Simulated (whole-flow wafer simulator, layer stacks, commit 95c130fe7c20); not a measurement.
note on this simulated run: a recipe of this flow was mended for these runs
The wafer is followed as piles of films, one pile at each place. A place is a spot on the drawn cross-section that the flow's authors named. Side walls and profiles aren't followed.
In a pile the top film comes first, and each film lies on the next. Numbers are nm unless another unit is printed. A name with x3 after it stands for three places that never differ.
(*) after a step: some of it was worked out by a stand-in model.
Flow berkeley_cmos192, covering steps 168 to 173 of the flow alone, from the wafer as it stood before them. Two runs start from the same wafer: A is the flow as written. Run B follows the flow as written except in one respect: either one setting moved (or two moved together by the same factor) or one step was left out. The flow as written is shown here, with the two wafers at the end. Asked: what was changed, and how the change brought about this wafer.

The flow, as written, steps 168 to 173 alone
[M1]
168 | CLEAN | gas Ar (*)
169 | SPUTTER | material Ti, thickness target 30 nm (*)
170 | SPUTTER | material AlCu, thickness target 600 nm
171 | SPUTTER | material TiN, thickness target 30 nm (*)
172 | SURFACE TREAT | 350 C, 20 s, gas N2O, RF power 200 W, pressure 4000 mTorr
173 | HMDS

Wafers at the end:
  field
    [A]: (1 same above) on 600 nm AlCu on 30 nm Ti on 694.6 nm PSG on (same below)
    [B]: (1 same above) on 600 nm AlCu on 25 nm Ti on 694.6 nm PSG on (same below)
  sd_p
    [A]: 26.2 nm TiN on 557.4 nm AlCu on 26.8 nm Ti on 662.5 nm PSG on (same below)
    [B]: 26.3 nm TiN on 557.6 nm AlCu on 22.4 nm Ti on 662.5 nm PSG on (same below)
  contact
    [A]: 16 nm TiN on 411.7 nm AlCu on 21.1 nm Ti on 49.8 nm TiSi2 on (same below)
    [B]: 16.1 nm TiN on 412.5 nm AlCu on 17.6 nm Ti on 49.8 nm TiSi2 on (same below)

What caused this: step 169, SPUTTER: thickness target 25 nm was run, whereas the flow has thickness target 30 nm.
The wafer lets one read it off: field has Ti 25, and step 169 as written asks for 30 nm.

Step by step, how the change led to this:
  169 | SPUTTER | material Ti, thickness target 30 nm (*)
      field, sd_n, spacer_n, gate, spacer_p, gate_p, m1: A Ti gains 30 (new film) | B Ti gains 25 (new film)
      sd_p: A Ti gains 26.8 (new film) | B Ti gains 22.4 (new film)
      (and at 1 other place as well)
